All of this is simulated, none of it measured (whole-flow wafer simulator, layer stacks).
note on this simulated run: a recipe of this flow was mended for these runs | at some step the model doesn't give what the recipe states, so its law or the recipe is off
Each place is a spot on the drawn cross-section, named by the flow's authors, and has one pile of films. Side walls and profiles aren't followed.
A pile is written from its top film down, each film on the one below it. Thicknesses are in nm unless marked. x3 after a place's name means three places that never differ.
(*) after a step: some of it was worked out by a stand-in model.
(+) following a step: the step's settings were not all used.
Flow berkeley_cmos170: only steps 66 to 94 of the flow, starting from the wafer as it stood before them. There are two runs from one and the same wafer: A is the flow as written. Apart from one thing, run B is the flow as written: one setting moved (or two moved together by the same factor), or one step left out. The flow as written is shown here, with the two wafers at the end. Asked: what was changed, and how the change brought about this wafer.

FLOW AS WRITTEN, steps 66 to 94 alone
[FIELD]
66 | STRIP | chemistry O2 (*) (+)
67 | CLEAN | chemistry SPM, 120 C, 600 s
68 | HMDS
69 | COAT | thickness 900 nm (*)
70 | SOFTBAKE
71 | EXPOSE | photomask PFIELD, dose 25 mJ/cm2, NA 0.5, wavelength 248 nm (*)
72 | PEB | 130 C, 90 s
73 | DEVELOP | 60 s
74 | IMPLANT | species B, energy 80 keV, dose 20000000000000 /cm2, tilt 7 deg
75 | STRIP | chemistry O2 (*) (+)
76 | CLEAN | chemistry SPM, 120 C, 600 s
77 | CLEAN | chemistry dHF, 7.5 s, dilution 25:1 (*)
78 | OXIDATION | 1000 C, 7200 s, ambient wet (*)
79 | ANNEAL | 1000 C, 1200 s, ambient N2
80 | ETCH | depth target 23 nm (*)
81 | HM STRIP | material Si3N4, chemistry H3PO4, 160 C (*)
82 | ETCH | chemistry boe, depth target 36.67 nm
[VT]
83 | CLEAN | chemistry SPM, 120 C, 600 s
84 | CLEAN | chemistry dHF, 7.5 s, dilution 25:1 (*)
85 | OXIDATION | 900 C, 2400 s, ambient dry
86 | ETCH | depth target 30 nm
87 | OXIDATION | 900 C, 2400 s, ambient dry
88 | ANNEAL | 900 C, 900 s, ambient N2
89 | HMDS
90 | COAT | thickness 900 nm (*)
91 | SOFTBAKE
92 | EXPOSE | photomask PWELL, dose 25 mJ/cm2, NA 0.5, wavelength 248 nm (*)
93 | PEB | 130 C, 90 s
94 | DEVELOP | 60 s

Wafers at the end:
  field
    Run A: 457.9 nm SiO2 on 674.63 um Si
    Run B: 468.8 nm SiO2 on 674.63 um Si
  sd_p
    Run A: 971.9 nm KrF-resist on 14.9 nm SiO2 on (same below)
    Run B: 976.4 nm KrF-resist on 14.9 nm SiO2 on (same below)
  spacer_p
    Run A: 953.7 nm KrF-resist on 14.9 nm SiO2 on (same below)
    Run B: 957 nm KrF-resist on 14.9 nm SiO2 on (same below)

Cause: step 80, ETCH: depth target 12 nm was run, though the flow has depth target 23 nm.

The path from the change to this, step by step:
  80 | ETCH | depth target 23 nm (*)
      mark, sd_n, spacer_n and 9 more: A -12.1 SiO2 (all of it), -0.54 Si3N4 | B -12.1 SiO2 (all of it)
      field: A -23 SiO2 | B -12 SiO2
